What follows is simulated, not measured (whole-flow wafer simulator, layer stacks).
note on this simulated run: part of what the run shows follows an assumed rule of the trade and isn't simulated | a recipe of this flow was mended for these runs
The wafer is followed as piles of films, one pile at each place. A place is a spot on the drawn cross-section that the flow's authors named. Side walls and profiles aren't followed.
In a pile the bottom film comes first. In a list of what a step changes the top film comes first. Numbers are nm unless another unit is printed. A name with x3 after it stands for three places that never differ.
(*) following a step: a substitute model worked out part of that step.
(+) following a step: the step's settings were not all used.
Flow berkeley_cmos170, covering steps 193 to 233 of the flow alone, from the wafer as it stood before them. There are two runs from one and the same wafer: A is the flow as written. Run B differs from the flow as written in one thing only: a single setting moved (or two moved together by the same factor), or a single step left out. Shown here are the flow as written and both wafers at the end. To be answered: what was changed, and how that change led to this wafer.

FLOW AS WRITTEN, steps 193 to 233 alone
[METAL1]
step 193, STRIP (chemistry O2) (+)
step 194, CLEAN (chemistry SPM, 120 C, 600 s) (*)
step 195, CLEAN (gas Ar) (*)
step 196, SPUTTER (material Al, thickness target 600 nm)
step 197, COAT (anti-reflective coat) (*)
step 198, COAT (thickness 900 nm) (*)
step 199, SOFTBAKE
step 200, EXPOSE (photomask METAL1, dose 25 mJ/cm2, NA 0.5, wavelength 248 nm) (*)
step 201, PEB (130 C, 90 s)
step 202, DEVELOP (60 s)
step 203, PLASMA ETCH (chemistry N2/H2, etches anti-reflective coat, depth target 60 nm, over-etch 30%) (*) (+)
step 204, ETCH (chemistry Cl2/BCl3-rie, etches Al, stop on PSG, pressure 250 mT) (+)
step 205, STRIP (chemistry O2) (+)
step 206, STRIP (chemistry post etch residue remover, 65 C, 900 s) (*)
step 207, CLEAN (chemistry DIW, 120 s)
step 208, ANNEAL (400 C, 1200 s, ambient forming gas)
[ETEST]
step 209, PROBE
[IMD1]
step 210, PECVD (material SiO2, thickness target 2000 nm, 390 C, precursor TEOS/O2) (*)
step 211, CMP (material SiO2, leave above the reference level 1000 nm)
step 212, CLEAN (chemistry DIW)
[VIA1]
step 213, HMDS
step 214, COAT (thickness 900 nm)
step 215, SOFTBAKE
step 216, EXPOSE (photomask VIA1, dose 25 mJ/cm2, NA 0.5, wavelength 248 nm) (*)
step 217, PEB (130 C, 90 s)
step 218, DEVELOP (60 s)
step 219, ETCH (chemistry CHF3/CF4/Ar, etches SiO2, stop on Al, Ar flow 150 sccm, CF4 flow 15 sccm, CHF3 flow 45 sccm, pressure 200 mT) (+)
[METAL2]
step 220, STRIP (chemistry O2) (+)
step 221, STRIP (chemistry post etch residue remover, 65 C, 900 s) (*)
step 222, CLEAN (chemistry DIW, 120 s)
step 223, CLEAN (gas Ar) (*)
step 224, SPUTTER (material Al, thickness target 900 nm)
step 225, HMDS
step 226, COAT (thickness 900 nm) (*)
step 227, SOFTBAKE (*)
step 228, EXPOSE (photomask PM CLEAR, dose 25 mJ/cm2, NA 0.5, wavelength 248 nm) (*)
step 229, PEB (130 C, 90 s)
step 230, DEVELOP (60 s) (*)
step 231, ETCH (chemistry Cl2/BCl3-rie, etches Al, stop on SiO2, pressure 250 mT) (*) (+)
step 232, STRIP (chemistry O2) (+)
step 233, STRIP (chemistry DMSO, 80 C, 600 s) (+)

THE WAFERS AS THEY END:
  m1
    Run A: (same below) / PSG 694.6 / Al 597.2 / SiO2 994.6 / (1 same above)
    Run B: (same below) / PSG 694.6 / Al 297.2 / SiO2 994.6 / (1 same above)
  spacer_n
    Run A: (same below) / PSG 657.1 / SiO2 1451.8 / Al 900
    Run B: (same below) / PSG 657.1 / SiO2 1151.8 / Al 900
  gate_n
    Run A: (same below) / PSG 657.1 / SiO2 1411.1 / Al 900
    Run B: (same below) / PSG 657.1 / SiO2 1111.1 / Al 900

What caused this: step 196, SPUTTER: thickness target 300 nm was run, while the flow as written has thickness target 600 nm.

The path from the change to this, step by step:
  step 196, SPUTTER (material Al, thickness target 600 nm)
      field, mark, sd_n and 8 more: A +600 Al (new film) | B +300 Al (new film)
      sd_p: A +575.5 Al (new film) | B +280.7 Al (new film)
      (also at 1 further place)
  step 197, COAT (anti-reflective coat) (*)
      sd_n: A +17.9 anti-reflective coat (new film) | B +9.69 anti-reflective coat (new film)
      contact: A +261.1 anti-reflective coat (new film) | B +228.5 anti-reflective coat (new film)
      (also at 1 further place)
  step 198, COAT (thickness 900 nm) (*)
      contact: A +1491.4 KrF-resist (new film) | B +1426.3 KrF-resist (new film)
  step 203, PLASMA ETCH (chemistry N2/H2, etches anti-reflective coat, depth target 60 nm, over-etch 30%) (*) (+)
      sd_n: A -17.9 anti-reflective coat (all of it) | B -9.69 anti-reflective coat (all of it)
  step 204, ETCH (chemistry Cl2/BCl3-rie, etches Al, stop on PSG, pressure 250 mT) (+)
      field, mark, sd_n, spacer_n, gate_n, spacer_p, gate_p: A -600 Al (all of it), -37.5 PSG | B -300 Al (all of it), -37.5 PSG
      contact, m1, via1, m2, via2: A -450 KrF-resist | B -300 KrF-resist
      (also at 1 further place)
  step 205, STRIP (chemistry O2) (+)
      contact: A -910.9 KrF-resist (all of it), -261.1 anti-reflective coat (all of it) | B -997 KrF-resist (all of it), -228.5 anti-reflective coat (all of it)
      m1: A -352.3 KrF-resist (all of it), -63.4 anti-reflective coat (all of it) | B -502.1 KrF-resist (all of it), -63.2 anti-reflective coat (all of it)
      (also at 3 further places)
  step 211, CMP (material SiO2, leave above the reference level 1000 nm)
      spacer_n, spacer_p: A -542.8 SiO2 | B -842.8 SiO2
      gate_n, gate_p: A -583.6 SiO2 | B -883.6 SiO2
      (also at 5 further places)
